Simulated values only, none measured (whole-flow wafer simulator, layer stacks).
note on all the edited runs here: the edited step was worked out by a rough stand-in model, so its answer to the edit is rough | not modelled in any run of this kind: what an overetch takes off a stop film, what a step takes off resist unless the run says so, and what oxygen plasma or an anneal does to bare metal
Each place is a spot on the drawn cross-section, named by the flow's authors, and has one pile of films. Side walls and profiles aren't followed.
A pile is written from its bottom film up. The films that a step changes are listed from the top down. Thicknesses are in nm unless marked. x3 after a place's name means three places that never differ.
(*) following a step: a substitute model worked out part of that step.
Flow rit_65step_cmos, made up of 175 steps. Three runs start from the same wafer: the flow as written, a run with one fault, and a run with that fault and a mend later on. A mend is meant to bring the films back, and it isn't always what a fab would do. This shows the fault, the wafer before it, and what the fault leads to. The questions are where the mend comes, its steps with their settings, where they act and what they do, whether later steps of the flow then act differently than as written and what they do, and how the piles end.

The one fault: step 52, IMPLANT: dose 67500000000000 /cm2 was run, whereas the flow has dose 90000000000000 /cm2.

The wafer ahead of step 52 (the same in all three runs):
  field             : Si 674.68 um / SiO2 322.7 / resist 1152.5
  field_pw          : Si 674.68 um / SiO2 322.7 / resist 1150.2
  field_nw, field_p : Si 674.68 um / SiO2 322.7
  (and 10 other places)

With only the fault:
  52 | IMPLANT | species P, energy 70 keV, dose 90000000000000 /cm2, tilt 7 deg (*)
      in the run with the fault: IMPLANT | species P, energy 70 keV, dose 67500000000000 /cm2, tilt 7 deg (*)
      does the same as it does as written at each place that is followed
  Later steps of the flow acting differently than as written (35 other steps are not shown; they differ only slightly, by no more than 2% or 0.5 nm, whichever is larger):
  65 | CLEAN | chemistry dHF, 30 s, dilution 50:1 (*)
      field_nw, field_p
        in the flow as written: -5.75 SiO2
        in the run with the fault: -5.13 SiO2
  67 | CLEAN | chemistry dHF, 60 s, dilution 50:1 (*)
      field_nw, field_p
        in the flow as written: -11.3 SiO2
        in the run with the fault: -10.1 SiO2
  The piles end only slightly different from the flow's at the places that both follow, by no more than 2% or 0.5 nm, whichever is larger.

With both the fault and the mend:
  The mend stands after step 52.
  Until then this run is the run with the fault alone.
  52a | IMPLANT | species P, energy 70 keV, dose 22500000000000 /cm2, tilt 7 deg (*) (the flow's step 52, run once more with other settings)
      alters no film at any place that is followed
  None of the later steps of the flow acts differently than as written at any place that is followed.
  At every place that both follow, the piles at the end match the flow's.
